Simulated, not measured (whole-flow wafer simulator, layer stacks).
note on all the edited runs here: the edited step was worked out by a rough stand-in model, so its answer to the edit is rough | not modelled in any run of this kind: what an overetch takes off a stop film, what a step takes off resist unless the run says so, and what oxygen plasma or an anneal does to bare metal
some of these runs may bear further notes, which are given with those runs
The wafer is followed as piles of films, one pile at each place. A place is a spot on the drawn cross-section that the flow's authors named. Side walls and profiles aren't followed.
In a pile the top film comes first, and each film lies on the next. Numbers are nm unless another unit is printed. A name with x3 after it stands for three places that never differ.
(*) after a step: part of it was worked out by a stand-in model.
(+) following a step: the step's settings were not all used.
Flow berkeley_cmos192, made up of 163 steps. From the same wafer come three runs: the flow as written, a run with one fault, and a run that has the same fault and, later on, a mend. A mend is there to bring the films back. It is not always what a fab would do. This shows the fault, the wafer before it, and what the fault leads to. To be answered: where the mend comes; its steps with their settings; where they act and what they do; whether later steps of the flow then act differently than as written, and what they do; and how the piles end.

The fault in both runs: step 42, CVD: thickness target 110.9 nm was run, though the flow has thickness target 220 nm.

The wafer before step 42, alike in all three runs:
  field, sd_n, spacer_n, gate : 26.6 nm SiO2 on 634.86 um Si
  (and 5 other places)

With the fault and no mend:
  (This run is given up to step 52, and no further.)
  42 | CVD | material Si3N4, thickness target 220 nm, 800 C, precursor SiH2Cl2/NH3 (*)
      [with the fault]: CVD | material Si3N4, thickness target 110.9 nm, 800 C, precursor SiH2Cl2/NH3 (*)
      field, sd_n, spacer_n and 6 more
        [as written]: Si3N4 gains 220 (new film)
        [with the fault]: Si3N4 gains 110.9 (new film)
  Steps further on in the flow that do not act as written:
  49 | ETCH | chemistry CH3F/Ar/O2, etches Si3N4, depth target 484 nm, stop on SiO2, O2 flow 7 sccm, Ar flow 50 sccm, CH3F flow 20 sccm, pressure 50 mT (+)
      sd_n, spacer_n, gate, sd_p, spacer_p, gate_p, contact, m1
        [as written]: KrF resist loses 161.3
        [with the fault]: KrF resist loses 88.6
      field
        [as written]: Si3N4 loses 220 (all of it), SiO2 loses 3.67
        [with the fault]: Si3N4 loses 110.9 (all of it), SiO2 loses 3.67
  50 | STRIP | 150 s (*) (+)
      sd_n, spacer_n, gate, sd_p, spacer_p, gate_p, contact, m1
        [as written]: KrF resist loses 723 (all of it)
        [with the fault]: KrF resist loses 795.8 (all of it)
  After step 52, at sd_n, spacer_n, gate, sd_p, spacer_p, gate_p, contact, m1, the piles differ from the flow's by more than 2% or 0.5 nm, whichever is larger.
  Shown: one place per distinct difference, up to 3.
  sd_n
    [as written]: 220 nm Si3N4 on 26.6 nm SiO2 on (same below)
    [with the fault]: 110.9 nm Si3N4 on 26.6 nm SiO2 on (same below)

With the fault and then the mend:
  The mend follows step 42.
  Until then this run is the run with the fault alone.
  42a | CVD | material Si3N4, thickness target 109.1 nm, 800 C, precursor SiH2Cl2/NH3 (*) (a further turn of the flow's step 42, with different settings)
      field, sd_n, spacer_n and 6 more
        Si3N4 gains 109.1
  Every later step of the flow that is run acts as written at every place that is followed.
  The piles end the same as the flow's at every place that both follow.
